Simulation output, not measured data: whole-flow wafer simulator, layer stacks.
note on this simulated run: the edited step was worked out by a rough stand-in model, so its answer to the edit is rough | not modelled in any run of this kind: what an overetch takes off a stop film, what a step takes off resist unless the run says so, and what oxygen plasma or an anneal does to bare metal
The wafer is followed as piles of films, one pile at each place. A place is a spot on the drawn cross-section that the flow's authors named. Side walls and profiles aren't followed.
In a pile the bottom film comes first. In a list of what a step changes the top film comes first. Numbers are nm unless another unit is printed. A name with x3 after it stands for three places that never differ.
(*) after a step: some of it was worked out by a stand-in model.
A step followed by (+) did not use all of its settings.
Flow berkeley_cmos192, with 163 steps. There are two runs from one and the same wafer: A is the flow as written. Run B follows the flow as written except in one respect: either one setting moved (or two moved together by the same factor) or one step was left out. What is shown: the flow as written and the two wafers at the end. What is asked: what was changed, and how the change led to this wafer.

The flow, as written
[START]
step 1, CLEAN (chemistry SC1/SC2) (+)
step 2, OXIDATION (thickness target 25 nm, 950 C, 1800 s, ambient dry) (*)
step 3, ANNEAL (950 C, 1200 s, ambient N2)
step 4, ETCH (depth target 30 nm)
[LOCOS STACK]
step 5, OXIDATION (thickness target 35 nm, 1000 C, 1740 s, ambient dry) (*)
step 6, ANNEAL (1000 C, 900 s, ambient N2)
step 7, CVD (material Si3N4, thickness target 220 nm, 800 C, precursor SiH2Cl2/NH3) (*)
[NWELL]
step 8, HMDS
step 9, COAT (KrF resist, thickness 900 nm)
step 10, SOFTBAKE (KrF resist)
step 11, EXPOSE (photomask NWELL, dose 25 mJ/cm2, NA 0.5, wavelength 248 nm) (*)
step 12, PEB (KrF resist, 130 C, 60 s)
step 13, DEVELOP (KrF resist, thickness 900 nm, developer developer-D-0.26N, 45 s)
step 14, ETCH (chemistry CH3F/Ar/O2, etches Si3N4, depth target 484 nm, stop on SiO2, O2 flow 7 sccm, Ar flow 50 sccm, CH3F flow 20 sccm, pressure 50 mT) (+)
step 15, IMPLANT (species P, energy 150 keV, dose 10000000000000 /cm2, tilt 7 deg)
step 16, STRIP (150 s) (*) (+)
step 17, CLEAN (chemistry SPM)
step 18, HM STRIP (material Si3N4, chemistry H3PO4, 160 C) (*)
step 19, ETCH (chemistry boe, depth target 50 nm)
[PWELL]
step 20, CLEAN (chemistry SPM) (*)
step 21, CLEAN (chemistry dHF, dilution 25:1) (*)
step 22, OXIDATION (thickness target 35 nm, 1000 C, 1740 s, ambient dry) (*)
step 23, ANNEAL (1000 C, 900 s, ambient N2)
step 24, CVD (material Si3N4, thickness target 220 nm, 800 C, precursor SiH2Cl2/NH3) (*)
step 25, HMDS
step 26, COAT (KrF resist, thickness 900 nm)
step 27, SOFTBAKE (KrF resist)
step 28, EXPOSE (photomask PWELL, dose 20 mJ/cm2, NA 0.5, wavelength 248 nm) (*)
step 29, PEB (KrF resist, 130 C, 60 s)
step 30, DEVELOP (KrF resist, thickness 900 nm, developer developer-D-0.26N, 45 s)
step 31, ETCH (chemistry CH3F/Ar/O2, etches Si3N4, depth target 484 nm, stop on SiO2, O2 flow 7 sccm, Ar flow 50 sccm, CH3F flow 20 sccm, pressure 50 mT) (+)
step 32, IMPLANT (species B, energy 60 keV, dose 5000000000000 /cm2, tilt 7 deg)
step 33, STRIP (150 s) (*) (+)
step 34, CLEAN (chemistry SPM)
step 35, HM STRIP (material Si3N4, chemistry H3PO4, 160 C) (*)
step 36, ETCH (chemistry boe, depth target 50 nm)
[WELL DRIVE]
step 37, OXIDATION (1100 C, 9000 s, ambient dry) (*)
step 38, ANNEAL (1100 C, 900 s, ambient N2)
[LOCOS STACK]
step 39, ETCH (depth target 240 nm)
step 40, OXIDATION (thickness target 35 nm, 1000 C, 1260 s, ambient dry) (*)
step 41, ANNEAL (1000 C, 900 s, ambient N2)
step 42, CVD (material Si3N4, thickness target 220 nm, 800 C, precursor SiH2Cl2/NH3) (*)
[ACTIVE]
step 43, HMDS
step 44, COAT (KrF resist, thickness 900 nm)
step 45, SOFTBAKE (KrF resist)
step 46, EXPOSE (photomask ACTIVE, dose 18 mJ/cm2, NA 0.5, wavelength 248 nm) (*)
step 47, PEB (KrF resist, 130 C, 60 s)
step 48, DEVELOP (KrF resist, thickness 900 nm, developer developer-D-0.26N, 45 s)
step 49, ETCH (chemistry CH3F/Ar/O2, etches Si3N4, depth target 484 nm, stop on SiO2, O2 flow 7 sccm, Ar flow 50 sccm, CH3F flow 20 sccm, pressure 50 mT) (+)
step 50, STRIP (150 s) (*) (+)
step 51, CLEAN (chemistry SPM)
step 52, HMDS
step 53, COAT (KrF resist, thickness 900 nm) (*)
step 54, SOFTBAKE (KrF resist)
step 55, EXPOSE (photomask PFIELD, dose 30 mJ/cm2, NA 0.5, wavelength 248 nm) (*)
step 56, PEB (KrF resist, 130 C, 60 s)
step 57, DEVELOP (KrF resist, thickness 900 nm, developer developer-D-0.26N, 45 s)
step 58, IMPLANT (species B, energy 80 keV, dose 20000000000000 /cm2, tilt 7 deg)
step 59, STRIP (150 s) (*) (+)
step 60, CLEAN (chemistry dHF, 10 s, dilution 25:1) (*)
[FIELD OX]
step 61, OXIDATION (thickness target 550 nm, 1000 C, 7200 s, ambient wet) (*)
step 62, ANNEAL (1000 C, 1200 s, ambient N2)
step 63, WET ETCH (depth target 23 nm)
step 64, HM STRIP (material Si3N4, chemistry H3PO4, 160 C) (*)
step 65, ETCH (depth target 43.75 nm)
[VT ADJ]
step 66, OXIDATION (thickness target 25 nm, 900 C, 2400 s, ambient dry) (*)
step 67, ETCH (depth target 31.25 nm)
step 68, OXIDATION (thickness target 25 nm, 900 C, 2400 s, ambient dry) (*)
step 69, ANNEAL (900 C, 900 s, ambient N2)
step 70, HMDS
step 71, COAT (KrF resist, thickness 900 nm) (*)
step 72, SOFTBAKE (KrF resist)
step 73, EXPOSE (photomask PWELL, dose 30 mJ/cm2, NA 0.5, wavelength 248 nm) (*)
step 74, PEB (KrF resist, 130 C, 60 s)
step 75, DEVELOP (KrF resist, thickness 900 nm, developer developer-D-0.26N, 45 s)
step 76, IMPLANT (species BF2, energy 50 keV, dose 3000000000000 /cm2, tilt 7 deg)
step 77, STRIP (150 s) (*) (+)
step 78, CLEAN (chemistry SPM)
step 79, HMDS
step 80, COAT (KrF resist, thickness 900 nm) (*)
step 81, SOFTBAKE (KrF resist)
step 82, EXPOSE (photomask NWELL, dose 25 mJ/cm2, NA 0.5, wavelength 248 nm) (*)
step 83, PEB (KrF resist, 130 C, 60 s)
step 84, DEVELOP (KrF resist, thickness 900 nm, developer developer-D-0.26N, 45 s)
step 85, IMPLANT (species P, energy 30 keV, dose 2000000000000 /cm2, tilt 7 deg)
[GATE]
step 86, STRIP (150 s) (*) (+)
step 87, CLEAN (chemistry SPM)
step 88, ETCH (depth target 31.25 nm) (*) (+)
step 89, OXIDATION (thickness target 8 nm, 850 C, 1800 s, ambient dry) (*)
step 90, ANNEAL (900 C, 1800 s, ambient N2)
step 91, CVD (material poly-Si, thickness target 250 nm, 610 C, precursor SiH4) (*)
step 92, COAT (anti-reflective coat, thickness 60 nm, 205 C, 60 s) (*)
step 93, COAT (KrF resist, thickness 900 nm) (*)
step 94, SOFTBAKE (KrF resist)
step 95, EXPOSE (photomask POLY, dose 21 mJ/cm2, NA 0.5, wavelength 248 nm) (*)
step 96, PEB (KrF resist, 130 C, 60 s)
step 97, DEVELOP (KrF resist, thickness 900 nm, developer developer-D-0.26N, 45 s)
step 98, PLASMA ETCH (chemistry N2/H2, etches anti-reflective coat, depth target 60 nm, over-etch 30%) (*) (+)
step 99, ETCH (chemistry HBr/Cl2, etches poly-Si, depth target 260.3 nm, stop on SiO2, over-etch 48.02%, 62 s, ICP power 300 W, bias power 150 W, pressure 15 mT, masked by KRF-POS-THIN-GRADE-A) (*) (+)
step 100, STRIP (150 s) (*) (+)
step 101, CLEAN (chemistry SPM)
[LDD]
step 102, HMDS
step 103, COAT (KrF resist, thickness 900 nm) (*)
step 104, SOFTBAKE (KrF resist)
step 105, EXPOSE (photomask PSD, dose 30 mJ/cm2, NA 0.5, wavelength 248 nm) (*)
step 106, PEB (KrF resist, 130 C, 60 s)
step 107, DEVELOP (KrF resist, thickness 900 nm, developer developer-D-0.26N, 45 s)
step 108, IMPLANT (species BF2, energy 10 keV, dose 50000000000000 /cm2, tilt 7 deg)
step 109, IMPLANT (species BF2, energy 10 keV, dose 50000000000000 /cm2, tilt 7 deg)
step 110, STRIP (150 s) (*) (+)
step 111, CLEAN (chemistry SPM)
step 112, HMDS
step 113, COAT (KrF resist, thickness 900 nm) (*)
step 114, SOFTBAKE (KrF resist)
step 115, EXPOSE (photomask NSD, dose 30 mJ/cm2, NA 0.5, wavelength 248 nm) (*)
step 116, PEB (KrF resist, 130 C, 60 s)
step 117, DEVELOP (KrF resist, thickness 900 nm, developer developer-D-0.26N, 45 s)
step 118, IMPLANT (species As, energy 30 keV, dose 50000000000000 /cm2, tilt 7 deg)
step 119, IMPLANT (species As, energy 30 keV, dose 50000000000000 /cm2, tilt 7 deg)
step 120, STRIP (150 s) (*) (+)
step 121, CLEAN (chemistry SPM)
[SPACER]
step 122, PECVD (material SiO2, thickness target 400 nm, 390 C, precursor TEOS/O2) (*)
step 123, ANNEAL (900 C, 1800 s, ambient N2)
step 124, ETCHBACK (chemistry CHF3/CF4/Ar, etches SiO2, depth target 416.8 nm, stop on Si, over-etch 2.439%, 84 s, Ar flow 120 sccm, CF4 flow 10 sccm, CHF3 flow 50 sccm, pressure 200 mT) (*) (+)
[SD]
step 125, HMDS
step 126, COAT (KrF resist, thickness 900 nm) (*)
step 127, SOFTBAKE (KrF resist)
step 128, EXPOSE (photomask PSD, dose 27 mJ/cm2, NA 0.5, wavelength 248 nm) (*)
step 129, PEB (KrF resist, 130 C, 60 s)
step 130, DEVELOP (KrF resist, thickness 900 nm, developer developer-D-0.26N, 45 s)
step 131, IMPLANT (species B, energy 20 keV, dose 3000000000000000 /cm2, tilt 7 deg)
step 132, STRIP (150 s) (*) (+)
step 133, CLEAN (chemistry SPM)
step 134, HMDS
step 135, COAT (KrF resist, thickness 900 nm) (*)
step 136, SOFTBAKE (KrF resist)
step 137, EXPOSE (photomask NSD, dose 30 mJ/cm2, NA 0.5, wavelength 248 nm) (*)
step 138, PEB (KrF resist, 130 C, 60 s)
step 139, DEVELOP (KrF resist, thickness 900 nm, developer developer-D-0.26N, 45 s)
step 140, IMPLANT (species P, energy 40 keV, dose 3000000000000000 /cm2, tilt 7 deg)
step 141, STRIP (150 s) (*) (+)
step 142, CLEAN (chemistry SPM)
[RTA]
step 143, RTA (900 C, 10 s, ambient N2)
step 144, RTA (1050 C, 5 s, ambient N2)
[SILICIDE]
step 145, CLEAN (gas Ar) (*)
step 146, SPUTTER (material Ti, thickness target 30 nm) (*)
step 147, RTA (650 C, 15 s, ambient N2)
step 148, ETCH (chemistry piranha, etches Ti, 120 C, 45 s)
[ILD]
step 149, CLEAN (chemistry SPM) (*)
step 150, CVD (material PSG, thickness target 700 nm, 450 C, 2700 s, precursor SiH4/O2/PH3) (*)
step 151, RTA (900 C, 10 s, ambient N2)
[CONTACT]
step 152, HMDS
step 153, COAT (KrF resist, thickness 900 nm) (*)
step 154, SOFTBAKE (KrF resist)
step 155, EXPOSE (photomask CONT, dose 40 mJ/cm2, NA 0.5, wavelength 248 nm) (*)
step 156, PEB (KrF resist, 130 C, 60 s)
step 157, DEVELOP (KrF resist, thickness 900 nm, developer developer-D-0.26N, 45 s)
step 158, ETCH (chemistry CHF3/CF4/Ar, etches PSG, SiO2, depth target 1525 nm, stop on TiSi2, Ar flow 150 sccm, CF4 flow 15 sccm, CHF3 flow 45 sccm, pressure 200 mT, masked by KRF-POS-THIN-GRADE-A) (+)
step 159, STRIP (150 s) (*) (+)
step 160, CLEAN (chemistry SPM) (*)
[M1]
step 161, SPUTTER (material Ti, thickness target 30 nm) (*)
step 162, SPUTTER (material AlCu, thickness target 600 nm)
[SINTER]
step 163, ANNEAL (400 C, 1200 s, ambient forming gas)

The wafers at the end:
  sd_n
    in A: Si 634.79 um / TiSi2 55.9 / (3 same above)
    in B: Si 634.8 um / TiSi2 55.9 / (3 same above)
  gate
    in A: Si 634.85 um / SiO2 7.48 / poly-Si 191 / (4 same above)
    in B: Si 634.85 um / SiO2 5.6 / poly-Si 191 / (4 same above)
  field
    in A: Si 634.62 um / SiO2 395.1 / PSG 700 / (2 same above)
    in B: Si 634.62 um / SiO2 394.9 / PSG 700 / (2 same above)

What caused this: step 89, OXIDATION: 1080 s was run, while the flow as written has 1800 s.

Step by step, how the change led to this:
  step 89, OXIDATION (thickness target 8 nm, 850 C, 1800 s, ambient dry) (*)
      sd_n, spacer_n, gate, sd_p, spacer_p, gate_p, contact, m1: A SiO2 gains 7.48 (new film), Si loses 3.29 | B SiO2 gains 5.6 (new film), Si loses 2.47
